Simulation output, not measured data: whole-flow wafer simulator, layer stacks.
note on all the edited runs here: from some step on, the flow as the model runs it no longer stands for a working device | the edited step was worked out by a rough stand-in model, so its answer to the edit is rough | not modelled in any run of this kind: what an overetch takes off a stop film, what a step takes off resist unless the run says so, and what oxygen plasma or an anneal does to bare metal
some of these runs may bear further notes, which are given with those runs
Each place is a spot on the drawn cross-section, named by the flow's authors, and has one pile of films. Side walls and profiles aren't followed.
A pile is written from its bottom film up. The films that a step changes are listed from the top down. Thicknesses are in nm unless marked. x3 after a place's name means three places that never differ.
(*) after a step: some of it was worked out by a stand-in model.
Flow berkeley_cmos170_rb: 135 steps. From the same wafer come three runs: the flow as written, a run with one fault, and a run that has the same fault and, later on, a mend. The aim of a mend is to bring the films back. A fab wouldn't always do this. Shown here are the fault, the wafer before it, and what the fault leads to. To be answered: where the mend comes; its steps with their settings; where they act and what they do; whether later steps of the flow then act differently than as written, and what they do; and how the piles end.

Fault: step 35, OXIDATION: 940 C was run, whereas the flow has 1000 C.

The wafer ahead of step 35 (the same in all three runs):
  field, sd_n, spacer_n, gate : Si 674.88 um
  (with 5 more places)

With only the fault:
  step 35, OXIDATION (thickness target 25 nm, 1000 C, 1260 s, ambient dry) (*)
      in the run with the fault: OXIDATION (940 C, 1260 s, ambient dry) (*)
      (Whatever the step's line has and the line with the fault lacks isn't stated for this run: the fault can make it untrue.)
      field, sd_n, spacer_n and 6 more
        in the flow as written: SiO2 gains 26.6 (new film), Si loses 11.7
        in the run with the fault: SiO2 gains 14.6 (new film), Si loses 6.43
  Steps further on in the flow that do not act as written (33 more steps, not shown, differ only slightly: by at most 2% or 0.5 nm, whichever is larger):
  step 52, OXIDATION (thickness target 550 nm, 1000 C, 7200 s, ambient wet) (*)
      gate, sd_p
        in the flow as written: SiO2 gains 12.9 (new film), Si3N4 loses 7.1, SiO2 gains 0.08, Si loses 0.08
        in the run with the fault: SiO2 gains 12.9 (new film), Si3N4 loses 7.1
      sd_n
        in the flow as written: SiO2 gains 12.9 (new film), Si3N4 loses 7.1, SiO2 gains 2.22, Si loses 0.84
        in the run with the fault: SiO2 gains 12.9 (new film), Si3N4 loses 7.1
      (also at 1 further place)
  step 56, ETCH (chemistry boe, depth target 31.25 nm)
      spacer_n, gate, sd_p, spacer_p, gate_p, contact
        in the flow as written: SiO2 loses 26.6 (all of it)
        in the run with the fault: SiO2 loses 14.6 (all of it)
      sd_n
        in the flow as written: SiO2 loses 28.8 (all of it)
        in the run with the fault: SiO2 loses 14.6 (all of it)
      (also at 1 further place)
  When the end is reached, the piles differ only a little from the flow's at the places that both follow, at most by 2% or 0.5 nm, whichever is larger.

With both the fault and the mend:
  The mend stands after step 36.
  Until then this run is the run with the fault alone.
  step 36a, OXIDATION (1000 C, 716 s, ambient dry) (*) (a further turn of the flow's step 35, with different settings)
      field, sd_n, spacer_n and 6 more
        SiO2 gains 11.9, Si loses 5.26
  Every later step of the flow that is run acts as written, at every place that is followed, to within 2% or 0.5 nm, whichever is larger.
  By the end, the piles equal the flow's at every place that both follow.
